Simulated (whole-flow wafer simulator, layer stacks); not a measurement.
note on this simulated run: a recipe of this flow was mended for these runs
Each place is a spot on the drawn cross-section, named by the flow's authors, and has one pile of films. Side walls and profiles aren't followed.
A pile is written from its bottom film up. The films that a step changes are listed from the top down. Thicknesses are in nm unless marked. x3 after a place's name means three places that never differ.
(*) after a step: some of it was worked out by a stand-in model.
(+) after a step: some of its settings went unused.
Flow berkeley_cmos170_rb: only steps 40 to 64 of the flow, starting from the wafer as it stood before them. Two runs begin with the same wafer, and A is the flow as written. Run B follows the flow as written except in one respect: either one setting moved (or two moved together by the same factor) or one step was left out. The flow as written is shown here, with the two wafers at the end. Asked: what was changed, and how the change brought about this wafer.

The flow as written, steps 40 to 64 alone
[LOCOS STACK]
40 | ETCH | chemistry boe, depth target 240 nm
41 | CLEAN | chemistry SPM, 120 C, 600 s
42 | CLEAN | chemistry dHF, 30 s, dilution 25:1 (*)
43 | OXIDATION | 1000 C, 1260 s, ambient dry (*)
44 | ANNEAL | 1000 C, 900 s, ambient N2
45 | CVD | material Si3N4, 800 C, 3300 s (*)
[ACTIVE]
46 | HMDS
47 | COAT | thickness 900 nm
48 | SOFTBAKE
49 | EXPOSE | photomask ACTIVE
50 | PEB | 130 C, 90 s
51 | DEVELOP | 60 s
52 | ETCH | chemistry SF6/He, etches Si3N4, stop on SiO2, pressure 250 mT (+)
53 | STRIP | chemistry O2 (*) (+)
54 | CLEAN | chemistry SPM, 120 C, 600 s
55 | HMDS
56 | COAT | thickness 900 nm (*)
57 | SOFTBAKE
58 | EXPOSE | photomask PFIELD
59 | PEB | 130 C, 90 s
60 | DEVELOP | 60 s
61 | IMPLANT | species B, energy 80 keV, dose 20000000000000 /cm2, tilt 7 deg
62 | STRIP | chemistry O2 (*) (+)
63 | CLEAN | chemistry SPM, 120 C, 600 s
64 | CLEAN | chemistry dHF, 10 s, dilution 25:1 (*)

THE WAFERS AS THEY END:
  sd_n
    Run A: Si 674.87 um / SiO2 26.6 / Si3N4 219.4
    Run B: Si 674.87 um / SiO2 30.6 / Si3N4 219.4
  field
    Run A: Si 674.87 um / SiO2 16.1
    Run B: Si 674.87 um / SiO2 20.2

Cause: step 43, OXIDATION: 1016 C was run, while the flow as written has 1000 C.

How this came from the change, step by step:
  43 | OXIDATION | 1000 C, 1260 s, ambient dry (*)
      field, sd_n, spacer_n and 6 more: A +26.6 SiO2 (new film), -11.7 Si | B +30.6 SiO2 (new film), -13.5 Si
